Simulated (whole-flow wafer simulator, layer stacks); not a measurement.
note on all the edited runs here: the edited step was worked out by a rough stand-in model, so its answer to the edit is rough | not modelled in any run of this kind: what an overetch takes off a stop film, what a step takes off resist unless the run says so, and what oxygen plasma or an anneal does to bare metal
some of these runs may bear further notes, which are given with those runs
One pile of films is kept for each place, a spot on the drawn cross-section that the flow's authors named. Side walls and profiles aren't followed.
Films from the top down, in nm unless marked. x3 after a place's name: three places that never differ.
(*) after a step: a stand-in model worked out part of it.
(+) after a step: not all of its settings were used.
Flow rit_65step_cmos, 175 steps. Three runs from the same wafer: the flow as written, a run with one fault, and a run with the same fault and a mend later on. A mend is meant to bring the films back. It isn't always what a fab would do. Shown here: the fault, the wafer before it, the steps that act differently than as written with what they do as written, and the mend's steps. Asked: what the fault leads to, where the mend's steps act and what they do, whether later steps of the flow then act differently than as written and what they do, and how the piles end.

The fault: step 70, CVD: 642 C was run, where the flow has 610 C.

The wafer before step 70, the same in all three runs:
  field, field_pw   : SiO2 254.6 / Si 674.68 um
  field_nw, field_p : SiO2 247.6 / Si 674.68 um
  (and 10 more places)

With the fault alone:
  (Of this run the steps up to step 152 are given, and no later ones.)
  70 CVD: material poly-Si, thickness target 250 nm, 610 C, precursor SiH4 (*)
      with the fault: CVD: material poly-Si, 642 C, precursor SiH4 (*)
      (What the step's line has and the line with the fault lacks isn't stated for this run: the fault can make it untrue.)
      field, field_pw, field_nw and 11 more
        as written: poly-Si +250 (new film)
        with the fault: poly-Si +418 (new film)
  Later steps of the flow that act differently than as written (4 more steps differ only slightly, by at most 2% or 0.5 nm, whichever is larger, and aren't shown):
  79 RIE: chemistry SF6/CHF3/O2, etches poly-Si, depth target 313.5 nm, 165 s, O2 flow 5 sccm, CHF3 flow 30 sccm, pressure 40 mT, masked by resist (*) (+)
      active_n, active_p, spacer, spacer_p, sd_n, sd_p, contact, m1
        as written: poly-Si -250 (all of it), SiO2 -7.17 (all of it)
        with the fault: poly-Si -313.5
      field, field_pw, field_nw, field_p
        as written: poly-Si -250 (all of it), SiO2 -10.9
        with the fault: poly-Si -313.5
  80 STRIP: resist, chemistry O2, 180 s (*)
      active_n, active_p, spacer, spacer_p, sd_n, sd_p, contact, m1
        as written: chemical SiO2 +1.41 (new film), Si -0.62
        with the fault: chemical SiO2 +1.41 (new film), poly-Si -0.62
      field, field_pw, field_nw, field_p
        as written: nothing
        with the fault: chemical SiO2 +1.41 (new film), poly-Si -0.62
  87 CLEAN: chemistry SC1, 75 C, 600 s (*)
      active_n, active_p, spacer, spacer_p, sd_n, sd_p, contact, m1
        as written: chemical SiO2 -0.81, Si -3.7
        with the fault: chemical SiO2 -0.81, poly-Si -3.7
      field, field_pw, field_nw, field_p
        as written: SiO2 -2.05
        with the fault: chemical SiO2 -0.81, poly-Si -3.7
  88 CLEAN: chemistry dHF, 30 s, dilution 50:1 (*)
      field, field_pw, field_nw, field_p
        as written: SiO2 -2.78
        with the fault: chemical SiO2 -0.6 (all of it)
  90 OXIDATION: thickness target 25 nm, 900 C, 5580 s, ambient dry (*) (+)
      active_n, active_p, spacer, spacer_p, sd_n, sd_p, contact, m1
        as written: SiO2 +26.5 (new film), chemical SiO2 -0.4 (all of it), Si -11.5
        with the fault: SiO2 +28.9 (new film), chemical SiO2 -0.4 (all of it), poly-Si -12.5
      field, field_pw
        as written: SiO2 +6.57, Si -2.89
        with the fault: SiO2 +28.9 (new film), chemical SiO2 -0.4 (all of it), poly-Si -12.5
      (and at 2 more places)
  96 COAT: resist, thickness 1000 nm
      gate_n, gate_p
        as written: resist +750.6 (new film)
        with the fault: resist +700.9 (new film)
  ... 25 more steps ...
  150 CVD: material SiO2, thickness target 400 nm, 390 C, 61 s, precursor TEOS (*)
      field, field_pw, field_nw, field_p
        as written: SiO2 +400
        with the fault: SiO2 +400 (new film)
  After step 152 the piles differ from the flow's by more than 2% or 0.5 nm, whichever is larger, at field, field_pw, field_nw, field_p, gate_n, gate_p, spacer, spacer_p.
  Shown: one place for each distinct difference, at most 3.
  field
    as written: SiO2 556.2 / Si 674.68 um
    with the fault: SiO2 400 / TiSi first 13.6 / TiSi2 C49 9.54 / SiO2 254.6 / Si 674.68 um
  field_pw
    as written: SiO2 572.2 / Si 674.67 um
    with the fault: SiO2 400 / TiSi first 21 / TiSi2 C49 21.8 / SiO2 254.6 / Si 674.68 um
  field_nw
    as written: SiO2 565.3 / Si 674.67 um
    with the fault: SiO2 400 / TiSi first 21 / TiSi2 C49 21.8 / SiO2 247.6 / Si 674.68 um

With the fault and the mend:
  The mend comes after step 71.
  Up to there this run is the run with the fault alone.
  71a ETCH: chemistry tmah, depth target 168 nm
      field, field_pw, field_nw and 11 more
        poly-Si -168
  No later step of the flow acts differently than as written, at any place that is followed, by more than 2% or 0.5 nm, whichever is larger.
  At the end the piles differ from the flow's only slightly at the places that both follow, by at most 2% or 0.5 nm, whichever is larger.
